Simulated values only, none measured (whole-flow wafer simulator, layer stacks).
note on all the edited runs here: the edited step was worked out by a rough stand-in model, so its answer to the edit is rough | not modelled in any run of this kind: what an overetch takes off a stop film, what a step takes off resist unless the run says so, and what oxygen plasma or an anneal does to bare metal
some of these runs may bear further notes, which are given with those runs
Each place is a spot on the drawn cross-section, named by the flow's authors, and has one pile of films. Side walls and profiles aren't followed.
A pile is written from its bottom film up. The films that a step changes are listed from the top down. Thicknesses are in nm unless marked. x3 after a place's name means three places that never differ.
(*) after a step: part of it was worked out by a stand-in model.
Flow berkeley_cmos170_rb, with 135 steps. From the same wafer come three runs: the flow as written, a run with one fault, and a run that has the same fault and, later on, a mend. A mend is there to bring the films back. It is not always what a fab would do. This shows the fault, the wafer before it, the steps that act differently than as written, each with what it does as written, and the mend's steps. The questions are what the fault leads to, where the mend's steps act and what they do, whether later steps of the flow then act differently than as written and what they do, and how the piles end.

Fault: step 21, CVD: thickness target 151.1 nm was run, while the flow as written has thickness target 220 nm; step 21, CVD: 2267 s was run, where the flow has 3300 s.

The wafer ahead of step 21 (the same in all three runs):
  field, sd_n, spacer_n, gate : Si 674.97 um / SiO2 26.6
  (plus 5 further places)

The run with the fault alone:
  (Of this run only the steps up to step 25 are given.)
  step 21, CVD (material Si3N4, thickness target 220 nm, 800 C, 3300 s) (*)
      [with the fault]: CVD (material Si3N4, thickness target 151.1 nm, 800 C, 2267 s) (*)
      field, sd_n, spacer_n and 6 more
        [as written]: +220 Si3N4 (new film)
        [with the fault]: +151.1 Si3N4 (new film)
  None of the later steps of the flow up to step 25 acts differently than as written at any place that is followed.
  Once step 25 is done, the piles at field, sd_n, spacer_n and 6 more depart from the flow's by more than 2% or 0.5 nm, whichever is larger.
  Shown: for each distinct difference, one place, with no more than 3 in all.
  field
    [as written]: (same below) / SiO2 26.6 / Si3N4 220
    [with the fault]: (same below) / SiO2 26.6 / Si3N4 151.1
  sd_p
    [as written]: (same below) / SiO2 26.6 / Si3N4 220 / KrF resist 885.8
    [with the fault]: (same below) / SiO2 26.6 / Si3N4 151.1 / KrF resist 885.8

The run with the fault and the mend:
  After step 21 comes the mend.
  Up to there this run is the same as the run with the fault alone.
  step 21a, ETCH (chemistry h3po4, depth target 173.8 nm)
      field, sd_n, spacer_n and 6 more
        -151.1 Si3N4 (all of it)
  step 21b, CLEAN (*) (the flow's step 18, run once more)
      does not change any film at any place that is followed
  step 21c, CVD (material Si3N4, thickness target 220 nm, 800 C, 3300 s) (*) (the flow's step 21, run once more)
      field, sd_n, spacer_n and 6 more
        +220 Si3N4 (new film)
  None of the later steps of the flow acts differently than as written at any place that is followed.
  The piles end the same as the flow's at every place that both follow.
